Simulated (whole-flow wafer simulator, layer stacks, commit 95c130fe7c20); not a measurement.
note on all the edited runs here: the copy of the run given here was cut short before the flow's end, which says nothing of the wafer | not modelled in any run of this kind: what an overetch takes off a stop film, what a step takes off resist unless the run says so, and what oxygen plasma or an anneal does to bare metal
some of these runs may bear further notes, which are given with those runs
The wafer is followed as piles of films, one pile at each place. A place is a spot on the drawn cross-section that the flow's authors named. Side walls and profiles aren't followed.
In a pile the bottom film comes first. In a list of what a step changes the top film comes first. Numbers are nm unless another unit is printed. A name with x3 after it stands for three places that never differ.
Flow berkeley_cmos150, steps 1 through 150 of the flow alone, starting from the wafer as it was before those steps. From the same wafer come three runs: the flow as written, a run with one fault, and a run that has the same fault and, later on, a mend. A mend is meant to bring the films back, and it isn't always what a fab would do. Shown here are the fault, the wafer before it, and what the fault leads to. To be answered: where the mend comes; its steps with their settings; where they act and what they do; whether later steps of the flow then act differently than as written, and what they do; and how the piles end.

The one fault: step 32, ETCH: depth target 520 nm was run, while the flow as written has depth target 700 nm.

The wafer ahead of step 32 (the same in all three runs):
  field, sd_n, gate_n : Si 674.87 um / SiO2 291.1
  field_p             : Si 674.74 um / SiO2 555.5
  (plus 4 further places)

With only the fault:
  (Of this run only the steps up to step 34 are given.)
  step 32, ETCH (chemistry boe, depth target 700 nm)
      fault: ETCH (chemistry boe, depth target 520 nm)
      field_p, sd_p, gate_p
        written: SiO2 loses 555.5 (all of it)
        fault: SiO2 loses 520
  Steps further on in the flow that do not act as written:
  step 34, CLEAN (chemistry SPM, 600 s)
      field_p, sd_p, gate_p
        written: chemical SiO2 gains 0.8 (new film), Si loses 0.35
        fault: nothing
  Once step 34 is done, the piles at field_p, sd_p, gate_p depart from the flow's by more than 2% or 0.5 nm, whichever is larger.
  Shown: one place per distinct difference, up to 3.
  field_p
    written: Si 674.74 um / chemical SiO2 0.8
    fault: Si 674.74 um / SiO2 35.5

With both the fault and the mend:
  The mend stands after step 33.
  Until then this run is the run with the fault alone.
  step 33a, ETCH (chemistry boe, depth target 180 nm) (the flow's step 32, run once more with other settings)
      field_p, sd_p, gate_p
        SiO2 loses 35.5 (all of it)
  Every later step of the flow that is run acts as written at every place that is followed.
  By the end, the piles equal the flow's at every place that both follow.
